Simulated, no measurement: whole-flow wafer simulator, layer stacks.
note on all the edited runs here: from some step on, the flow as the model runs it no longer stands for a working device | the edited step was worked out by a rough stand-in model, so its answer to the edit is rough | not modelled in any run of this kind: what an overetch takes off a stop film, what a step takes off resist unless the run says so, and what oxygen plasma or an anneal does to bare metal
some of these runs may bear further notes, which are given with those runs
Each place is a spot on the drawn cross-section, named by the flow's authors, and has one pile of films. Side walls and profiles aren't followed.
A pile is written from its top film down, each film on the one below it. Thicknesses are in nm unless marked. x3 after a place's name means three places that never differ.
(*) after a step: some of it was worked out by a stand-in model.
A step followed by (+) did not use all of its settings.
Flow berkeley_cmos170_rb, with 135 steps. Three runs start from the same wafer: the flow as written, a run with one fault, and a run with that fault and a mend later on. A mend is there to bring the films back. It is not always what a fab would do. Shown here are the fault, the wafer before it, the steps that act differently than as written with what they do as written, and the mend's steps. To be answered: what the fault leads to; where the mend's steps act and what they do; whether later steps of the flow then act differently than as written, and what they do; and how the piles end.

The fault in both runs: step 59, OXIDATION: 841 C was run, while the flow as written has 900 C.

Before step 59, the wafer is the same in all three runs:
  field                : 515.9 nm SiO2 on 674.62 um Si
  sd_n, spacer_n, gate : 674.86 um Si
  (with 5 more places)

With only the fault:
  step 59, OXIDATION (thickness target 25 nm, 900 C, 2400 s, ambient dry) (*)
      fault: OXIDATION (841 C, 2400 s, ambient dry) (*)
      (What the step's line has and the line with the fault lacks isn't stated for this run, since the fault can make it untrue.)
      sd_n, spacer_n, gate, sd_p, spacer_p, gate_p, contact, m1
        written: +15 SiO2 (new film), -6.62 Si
        fault: +8.15 SiO2 (new film), -3.59 Si
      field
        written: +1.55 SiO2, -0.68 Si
        fault: +0.5 SiO2, -0.22 Si
  Later steps of the flow acting differently than as written (31 other steps are not shown; they differ only slightly, by no more than 2% or 0.5 nm, whichever is larger):
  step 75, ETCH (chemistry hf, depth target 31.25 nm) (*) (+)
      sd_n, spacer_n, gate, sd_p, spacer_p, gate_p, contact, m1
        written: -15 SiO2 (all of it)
        fault: -8.15 SiO2 (all of it)
  When the end is reached, the piles differ only a little from the flow's at the places that both follow, at most by 2% or 0.5 nm, whichever is larger.

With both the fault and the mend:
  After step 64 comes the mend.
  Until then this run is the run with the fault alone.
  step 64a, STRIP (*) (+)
      sd_p
        -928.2 KrF resist (all of it)
      spacer_p
        -911.3 KrF resist (all of it)
      gate_p
        -910.4 KrF resist (all of it)
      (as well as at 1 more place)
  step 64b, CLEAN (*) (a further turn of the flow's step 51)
      alters no film at any place that is followed
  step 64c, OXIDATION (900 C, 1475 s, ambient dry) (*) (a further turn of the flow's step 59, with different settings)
      sd_n, spacer_n, gate, sd_p, spacer_p, gate_p, contact, m1
        +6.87 SiO2, -3.02 Si
      field
        +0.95 SiO2, -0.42 Si
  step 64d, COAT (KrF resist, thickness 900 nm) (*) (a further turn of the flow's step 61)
      field
        +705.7 KrF resist (new film)
      sd_n
        +957.4 KrF resist (new film)
      spacer_n
        +924.9 KrF resist (new film)
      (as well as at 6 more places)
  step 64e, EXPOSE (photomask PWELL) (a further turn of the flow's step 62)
      alters no film at any place that is followed
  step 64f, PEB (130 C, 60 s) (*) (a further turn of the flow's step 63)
      alters no film at any place that is followed
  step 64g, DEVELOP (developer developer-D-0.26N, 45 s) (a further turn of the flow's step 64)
      sd_p, spacer_p, gate_p, m1
        -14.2 KrF resist
      field
        -705.7 KrF resist (all of it)
      sd_n
        -957.4 KrF resist (all of it)
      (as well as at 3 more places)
  Later steps of the flow that are run all act as written at every place that is followed, up to a difference of at most 2% or 0.5 nm, whichever is larger.
  When the end is reached, the piles differ only a little from the flow's at the places that both follow, at most by 2% or 0.5 nm, whichever is larger.
